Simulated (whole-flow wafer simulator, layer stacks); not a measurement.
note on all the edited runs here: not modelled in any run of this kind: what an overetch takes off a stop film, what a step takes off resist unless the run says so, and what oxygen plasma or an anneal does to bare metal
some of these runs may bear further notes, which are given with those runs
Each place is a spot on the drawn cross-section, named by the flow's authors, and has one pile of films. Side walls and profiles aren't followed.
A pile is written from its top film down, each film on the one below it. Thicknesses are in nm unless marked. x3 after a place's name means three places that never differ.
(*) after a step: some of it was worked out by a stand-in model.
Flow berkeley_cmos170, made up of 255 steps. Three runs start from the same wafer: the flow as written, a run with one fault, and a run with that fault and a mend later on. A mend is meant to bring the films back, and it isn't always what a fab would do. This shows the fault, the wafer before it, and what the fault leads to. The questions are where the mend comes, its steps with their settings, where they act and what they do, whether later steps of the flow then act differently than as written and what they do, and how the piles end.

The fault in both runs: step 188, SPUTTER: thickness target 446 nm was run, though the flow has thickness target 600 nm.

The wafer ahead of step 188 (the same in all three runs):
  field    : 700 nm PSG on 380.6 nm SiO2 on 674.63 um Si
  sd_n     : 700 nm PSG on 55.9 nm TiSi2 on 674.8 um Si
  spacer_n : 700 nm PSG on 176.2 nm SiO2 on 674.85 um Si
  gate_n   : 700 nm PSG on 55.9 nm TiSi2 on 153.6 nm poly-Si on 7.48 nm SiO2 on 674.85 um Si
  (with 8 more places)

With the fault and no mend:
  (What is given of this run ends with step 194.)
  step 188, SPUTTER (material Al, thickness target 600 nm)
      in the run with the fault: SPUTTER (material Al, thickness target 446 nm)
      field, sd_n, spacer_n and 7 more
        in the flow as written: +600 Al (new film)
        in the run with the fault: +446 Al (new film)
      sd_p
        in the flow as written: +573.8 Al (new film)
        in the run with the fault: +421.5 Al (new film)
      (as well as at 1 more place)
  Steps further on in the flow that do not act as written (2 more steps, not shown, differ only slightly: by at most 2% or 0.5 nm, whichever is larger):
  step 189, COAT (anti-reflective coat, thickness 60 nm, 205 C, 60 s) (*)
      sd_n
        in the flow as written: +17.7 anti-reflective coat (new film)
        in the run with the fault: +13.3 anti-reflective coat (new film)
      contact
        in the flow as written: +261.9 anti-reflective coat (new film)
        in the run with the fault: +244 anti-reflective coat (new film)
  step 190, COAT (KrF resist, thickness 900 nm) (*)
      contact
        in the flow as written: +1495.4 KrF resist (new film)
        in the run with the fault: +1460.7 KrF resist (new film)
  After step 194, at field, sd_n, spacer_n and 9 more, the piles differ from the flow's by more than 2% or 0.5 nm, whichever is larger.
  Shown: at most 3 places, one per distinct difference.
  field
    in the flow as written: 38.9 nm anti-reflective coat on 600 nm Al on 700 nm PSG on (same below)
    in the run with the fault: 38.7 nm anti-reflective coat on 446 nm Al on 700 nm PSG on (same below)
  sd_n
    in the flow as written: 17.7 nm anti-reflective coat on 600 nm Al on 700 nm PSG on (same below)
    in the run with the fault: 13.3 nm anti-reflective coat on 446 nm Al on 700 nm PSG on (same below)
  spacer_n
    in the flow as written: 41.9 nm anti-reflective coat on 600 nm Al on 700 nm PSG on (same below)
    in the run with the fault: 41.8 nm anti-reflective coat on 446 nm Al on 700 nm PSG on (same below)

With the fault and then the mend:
  The mend stands after step 188.
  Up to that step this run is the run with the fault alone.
  step 188a, ETCH (chemistry al pan, depth target 512.7 nm)
      field, sd_n, spacer_n and 7 more
        -446 Al (all of it)
      sd_p
        -421.5 Al (all of it)
      contact
        -312.5 Al (all of it)
  step 188b, SPUTTER (material Al, thickness target 600 nm) (the flow's step 188, run once more)
      field, sd_n, spacer_n and 7 more
        +600 Al (new film)
      sd_p
        +573.8 Al (new film)
      contact
        +415.7 Al (new film)
  Later steps of the flow that are run all act as written at every place that is followed.
  By the end, the piles equal the flow's at every place that both follow.
